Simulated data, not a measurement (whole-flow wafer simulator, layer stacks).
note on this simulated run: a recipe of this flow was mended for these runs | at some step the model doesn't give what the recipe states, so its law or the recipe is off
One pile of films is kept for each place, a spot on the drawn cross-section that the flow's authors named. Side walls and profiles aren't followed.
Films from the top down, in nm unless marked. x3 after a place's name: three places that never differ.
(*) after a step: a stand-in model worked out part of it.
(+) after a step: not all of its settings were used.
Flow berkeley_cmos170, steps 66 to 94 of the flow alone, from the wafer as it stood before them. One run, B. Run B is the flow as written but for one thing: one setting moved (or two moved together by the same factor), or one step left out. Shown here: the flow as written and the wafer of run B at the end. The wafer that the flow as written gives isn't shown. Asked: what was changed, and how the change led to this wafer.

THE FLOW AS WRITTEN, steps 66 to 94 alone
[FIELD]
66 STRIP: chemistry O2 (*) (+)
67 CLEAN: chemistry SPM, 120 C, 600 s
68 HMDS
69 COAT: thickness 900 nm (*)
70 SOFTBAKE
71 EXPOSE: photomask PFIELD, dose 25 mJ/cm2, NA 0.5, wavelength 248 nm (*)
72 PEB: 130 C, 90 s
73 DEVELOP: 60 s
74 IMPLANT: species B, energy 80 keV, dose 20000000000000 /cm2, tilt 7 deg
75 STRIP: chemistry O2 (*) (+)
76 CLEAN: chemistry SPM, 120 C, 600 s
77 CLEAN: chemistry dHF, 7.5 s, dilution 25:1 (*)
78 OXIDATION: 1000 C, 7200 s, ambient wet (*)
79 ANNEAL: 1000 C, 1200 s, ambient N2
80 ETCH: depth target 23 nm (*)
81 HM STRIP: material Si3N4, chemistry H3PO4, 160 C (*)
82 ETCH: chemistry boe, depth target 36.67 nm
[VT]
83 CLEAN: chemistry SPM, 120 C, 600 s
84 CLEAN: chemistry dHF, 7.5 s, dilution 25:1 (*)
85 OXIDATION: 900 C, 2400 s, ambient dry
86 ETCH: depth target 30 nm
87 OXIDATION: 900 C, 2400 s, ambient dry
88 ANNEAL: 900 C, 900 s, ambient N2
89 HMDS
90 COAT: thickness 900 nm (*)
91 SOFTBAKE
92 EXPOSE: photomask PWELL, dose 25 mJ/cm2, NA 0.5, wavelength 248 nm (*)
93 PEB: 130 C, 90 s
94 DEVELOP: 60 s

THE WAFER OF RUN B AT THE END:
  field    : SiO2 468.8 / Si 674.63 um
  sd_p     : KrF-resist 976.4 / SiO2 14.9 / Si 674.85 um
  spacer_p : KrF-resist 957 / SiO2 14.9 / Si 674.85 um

The cause: step 80, ETCH: depth target 12 nm was run, where the flow has depth target 23 nm.

How the change led to this, step by step:
  80 ETCH: depth target 23 nm (*)
      mark, sd_n, spacer_n and 9 more: SiO2 -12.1 (all of it) (as written it would be: SiO2 -12.1 (all of it), Si3N4 -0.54)
      field: SiO2 -12 (as written it would be: SiO2 -23)
